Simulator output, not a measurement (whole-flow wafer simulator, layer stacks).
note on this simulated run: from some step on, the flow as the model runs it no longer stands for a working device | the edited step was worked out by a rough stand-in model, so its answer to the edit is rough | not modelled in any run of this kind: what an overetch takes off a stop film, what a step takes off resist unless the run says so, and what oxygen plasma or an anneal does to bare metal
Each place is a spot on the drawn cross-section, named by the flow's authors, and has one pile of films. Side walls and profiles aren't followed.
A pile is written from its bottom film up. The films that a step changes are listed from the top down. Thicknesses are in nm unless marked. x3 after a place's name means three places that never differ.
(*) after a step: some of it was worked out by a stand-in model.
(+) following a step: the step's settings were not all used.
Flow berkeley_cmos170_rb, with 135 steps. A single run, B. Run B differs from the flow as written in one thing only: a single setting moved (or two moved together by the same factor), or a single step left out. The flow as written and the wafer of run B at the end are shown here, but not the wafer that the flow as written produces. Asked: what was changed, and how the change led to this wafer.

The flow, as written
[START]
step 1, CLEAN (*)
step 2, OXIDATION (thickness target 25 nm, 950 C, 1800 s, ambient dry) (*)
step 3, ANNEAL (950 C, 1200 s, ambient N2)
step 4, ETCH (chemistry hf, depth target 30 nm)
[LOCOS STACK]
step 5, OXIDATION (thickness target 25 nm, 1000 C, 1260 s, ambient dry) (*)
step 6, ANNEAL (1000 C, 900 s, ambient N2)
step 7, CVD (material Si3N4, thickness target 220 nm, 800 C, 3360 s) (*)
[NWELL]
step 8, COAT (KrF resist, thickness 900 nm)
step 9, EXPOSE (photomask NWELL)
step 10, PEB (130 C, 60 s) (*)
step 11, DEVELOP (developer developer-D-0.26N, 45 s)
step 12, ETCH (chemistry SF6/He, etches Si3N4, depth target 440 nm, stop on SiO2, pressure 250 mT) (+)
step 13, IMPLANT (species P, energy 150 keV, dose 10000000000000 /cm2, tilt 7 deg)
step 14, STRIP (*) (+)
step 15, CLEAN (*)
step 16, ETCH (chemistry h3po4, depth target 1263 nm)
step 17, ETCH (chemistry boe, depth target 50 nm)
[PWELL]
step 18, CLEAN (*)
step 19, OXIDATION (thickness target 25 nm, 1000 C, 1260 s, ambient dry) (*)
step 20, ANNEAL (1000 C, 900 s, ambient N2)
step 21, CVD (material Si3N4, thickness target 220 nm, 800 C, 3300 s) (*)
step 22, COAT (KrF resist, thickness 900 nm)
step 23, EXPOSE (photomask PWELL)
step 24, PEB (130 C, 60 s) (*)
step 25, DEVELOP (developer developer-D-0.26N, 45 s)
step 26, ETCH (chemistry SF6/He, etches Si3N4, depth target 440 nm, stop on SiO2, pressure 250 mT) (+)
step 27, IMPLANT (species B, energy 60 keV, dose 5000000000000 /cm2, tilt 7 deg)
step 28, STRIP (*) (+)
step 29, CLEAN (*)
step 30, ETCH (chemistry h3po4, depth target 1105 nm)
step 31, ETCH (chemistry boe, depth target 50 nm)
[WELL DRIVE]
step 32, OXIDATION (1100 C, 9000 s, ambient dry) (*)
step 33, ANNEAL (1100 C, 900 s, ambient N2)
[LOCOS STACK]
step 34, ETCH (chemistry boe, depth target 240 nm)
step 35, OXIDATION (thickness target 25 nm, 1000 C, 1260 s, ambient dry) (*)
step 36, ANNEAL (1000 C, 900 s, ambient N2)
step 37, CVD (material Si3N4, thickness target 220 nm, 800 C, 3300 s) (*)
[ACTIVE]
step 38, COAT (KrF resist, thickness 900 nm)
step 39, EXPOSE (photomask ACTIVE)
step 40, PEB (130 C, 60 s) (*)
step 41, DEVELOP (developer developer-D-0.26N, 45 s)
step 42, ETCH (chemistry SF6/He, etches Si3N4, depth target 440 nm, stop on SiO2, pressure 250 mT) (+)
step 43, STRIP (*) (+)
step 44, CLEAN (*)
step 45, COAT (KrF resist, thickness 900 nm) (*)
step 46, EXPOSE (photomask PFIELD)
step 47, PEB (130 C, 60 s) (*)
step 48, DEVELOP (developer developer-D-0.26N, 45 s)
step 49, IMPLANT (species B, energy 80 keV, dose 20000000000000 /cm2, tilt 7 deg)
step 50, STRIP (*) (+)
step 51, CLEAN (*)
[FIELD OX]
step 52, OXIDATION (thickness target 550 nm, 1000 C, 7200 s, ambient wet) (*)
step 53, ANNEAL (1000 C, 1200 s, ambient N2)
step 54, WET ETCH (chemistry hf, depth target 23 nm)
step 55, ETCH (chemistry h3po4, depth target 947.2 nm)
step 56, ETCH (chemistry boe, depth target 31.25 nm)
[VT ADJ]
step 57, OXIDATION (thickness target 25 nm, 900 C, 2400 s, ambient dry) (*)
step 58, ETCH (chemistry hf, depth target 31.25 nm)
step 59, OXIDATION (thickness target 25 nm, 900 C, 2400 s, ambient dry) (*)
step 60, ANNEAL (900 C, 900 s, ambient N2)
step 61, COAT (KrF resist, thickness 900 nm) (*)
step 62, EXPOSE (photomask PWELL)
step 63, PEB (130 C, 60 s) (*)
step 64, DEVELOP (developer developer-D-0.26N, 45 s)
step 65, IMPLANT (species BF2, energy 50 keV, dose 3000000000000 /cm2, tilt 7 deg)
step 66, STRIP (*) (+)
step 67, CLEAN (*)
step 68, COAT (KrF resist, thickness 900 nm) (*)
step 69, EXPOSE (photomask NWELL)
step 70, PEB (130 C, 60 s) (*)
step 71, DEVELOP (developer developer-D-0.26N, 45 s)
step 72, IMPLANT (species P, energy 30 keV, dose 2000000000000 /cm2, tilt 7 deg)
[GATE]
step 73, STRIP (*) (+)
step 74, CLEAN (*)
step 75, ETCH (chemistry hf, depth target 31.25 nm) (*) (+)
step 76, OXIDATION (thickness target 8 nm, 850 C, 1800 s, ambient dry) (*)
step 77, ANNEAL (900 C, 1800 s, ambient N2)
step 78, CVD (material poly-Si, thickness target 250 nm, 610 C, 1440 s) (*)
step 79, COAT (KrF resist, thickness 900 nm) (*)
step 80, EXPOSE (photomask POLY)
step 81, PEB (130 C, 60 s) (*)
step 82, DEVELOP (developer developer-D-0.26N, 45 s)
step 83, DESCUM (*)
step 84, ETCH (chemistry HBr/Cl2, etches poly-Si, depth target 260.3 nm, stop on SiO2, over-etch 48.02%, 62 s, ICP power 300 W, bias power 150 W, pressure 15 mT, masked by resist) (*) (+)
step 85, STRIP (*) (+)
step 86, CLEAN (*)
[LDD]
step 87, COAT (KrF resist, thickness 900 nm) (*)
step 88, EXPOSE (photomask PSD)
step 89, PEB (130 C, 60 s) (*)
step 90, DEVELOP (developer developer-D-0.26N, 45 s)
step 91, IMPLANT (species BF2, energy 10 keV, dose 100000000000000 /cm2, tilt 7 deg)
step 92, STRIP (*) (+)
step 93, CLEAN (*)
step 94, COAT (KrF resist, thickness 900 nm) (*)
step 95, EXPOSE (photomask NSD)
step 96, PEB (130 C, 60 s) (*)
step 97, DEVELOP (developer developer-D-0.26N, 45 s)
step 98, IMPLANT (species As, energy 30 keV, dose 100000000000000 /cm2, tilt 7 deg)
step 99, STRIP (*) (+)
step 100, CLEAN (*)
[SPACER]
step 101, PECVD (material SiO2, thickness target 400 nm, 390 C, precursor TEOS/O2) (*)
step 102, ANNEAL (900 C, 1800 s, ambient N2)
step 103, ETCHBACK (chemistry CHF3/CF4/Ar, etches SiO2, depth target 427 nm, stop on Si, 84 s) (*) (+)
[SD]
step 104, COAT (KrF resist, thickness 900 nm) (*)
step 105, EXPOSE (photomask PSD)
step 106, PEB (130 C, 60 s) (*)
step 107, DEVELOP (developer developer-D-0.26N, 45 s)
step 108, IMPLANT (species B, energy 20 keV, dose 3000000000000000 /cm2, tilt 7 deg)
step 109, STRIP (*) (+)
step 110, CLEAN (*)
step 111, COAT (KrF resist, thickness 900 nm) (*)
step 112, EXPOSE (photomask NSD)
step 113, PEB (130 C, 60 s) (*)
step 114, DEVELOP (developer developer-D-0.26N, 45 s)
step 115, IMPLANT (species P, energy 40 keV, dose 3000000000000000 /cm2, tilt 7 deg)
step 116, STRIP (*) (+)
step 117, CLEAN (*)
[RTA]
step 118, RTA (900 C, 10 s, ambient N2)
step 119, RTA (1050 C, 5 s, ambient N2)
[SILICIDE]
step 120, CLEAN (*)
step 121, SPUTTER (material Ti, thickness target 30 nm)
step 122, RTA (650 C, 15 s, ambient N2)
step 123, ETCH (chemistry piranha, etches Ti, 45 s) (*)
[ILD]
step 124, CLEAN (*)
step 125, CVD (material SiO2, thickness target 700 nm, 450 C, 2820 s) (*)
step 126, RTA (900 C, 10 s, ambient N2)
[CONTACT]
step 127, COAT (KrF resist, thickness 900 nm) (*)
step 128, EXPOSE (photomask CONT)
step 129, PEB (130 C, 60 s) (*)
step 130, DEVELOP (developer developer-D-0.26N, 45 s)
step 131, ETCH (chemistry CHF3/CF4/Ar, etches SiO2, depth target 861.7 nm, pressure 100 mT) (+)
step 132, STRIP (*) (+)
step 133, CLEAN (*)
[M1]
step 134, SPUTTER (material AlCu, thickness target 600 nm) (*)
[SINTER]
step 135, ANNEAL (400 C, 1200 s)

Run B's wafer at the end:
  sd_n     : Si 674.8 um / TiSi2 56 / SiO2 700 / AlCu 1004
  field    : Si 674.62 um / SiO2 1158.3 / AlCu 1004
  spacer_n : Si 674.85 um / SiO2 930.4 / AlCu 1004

The reason: step 134, SPUTTER: thickness target 1004 nm was run, while the flow as written has thickness target 600 nm.
The wafer lets one read it off: sd_n has AlCu 1004, and step 134 as written asks for 600 nm.

The path from the change to this, step by step:
  step 134, SPUTTER (material AlCu, thickness target 600 nm) (*)
      field, sd_n, spacer_n, gate, spacer_p, gate_p, m1: +1004 AlCu (new film) (it would be, as written: +600 AlCu (new film))
      sd_p: +936.8 AlCu (new film) (it would be, as written: +545.9 AlCu (new film))
      (as well as at 1 more place)
